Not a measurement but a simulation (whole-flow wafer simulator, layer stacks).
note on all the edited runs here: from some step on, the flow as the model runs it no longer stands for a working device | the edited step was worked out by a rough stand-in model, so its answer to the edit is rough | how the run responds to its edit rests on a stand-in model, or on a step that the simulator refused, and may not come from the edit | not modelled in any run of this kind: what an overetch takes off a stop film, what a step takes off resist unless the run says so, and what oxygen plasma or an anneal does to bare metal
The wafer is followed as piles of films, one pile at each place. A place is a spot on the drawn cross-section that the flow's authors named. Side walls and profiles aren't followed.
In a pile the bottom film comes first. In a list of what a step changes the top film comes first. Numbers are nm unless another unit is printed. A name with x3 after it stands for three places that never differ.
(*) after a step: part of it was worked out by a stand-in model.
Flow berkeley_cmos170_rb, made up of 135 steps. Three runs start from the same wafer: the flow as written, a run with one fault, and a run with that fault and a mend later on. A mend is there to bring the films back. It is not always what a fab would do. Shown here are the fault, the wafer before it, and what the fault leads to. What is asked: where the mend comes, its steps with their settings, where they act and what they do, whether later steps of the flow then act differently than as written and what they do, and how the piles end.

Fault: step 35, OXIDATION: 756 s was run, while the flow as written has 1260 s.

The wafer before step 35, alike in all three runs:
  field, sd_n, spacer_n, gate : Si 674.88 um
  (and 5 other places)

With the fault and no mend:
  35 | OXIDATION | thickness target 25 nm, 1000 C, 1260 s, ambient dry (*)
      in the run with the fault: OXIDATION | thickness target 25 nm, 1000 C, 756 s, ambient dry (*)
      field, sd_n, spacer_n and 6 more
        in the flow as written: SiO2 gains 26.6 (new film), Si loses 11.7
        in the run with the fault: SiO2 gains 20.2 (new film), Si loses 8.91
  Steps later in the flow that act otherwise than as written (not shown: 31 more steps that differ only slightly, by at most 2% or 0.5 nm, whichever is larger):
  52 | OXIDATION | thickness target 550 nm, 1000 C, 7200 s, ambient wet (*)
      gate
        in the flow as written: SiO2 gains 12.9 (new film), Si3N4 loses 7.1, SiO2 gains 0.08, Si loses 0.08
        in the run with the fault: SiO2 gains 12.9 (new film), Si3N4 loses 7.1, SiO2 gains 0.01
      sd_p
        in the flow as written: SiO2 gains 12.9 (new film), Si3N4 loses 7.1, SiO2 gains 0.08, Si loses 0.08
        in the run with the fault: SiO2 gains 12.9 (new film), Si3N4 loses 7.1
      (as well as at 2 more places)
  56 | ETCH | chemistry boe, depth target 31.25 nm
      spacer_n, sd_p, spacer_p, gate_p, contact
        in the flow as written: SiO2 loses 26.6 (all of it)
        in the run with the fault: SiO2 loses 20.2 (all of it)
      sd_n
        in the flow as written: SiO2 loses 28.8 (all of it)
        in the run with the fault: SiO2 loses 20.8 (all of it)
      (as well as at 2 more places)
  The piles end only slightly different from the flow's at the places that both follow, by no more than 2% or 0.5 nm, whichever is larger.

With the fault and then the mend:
  After step 35 comes the mend.
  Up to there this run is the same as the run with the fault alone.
  35a | OXIDATION | thickness target 25 nm, 1000 C, 504 s, ambient dry (*) (a further turn of the flow's step 35, with different settings)
      field, sd_n, spacer_n and 6 more
        SiO2 gains 6.3, Si loses 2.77
  None of the later steps of the flow acts differently than as written at any place that is followed.
  At every place that both follow, the piles at the end match the flow's.
